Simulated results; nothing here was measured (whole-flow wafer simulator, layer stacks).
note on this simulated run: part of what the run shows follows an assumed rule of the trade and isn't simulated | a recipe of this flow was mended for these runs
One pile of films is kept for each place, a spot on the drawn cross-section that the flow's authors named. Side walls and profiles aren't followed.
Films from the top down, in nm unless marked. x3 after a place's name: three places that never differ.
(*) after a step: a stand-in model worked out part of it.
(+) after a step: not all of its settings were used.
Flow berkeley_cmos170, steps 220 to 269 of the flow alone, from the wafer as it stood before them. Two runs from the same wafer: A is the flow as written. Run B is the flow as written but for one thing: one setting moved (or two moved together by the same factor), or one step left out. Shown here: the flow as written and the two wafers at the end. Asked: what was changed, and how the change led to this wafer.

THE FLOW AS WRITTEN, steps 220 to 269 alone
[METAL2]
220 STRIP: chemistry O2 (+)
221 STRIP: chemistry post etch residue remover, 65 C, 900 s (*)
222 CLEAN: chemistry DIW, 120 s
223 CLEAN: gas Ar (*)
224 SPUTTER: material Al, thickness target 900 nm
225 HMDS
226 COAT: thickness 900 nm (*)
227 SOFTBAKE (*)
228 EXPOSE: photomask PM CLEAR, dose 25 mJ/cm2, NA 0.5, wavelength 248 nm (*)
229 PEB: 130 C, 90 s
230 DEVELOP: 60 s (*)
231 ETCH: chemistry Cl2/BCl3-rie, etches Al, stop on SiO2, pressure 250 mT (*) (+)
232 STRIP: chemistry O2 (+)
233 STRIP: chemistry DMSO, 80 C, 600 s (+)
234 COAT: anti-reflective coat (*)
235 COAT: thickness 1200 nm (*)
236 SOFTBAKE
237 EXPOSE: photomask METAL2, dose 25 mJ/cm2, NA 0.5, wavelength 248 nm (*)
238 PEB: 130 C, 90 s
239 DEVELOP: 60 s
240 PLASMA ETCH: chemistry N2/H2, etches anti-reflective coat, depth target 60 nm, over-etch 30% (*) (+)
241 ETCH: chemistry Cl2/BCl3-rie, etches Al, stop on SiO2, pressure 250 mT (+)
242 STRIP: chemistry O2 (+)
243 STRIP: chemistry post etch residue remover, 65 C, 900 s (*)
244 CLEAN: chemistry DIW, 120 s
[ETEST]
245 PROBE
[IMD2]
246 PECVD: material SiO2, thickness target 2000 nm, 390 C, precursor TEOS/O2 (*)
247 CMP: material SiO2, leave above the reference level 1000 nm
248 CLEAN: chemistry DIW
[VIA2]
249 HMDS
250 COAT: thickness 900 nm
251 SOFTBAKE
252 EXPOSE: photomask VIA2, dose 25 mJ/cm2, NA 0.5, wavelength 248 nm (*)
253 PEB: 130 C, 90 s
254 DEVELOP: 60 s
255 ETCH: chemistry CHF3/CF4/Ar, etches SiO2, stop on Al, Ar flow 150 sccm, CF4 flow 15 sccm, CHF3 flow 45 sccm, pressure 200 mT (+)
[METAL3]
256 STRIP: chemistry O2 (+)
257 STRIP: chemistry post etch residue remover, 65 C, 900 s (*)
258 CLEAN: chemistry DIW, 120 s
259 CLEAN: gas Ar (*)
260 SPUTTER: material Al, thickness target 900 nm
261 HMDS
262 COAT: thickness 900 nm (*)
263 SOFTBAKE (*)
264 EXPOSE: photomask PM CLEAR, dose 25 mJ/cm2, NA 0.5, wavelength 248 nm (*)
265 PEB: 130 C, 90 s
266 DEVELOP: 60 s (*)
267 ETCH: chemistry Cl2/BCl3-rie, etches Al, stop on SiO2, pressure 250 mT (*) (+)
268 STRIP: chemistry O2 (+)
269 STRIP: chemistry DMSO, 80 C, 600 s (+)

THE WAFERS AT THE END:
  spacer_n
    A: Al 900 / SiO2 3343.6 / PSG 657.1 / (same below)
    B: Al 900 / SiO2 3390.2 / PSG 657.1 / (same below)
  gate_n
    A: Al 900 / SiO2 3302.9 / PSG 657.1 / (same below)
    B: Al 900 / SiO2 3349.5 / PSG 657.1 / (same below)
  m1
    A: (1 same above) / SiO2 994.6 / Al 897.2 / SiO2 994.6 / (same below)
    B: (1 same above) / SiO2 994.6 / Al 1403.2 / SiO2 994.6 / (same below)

The cause: step 224, SPUTTER: thickness target 1406 nm was run, where the flow has thickness target 900 nm.

How the change led to this, step by step:
  224 SPUTTER: material Al, thickness target 900 nm
      field, mark, sd_n and 9 more: A Al +900 (new film) | B Al +1406 (new film)
      via1: A Al +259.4 | B Al +309.7
  226 COAT: thickness 900 nm (*)
      via1: A KrF-resist +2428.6 (new film) | B KrF-resist +2862.6 (new film)
  229 PEB: 130 C, 90 s
      via1: A KrF-resist -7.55 | B KrF-resist -10.7
  231 ETCH: chemistry Cl2/BCl3-rie, etches Al, stop on SiO2, pressure 250 mT (*) (+)
      field, sd_n, spacer_n and 9 more: A KrF-resist -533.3 | B KrF-resist -786.3
      mark: A Al -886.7 (all of it), SiO2 -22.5 | B Al -1392.7 (all of it), SiO2 -22.5
  232 STRIP: chemistry O2 (+)
      spacer_n, gate_n: A KrF-resist -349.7 (all of it) | B KrF-resist -96.6 (all of it)
      spacer_p, gate_p: A KrF-resist -349.4 (all of it) | B KrF-resist -96.4 (all of it)
      (and at 8 more places)
  234 COAT: anti-reflective coat (*)
      via1: A anti-reflective coat +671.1 (new film) | B anti-reflective coat +884.4 (new film)
  235 COAT: thickness 1200 nm (*)
      m1: A KrF-resist +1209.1 (new film) | B KrF-resist +1170.8 (new film)
      via1: A KrF-resist +2189 (new film) | B KrF-resist +2380.7 (new film)
      (and at 1 more place)
  238 PEB: 130 C, 90 s
      via1: A KrF-resist -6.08 | B KrF-resist -7.34
  241 ETCH: chemistry Cl2/BCl3-rie, etches Al, stop on SiO2, pressure 250 mT (+)
      field, sd_n, spacer_n, gate_n, sd_p, spacer_p, gate_p: A Al -900 (all of it), SiO2 -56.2 | B Al -1406 (all of it), SiO2 -56.2
      contact, m1, via1, m2, via2: A KrF-resist -675 | B KrF-resist -928
      (and at 1 more place)
  242 STRIP: chemistry O2 (+)
      contact: A KrF-resist -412 (all of it), anti-reflective coat -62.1 (all of it) | B KrF-resist -150.2 (all of it), anti-reflective coat -62 (all of it)
      m1: A KrF-resist -433.1 (all of it), anti-reflective coat -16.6 (all of it) | B KrF-resist -142.1 (all of it), anti-reflective coat -16.5 (all of it)
      (and at 3 more places)
  246 PECVD: material SiO2, thickness target 2000 nm, 390 C, precursor TEOS/O2 (*)
      via1: A SiO2 +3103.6 (new film), void +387 (new film), SiO2 +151 (new film) | B SiO2 +2378 (new film), void +1646.8 (new film), SiO2 +72.5 (new film)
  247 CMP: material SiO2, leave above the reference level 1000 nm
      field, sd_n, spacer_n, gate_n, sd_p, spacer_p, gate_p: A SiO2 -46.6 | B nothing
  250 COAT: thickness 900 nm
      field: A KrF-resist +900 (new film) | B KrF-resist +1032.8 (new film)
      sd_n: A KrF-resist +900 (new film) | B KrF-resist +1085.8 (new film)
      (and at 7 more places)
  253 PEB: 130 C, 90 s
      m2: A KrF-resist -2 | B KrF-resist -1.39
  254 DEVELOP: 60 s
      via2: A KrF-resist -898 (all of it) | B KrF-resist -721 (all of it)
  256 STRIP: chemistry O2 (+)
      field: A KrF-resist -607.6 (all of it) | B KrF-resist -740.1 (all of it)
      sd_n: A KrF-resist -607.6 (all of it) | B KrF-resist -792.9 (all of it)
      (and at 7 more places)
  ... 2 more steps ...
  268 STRIP: chemistry O2 (+)
      sd_n: A KrF-resist -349 (all of it) | B KrF-resist -532.7 (all of it)
      spacer_n: A KrF-resist -349.7 (all of it) | B KrF-resist -357.7 (all of it)
      (and at 9 more places)
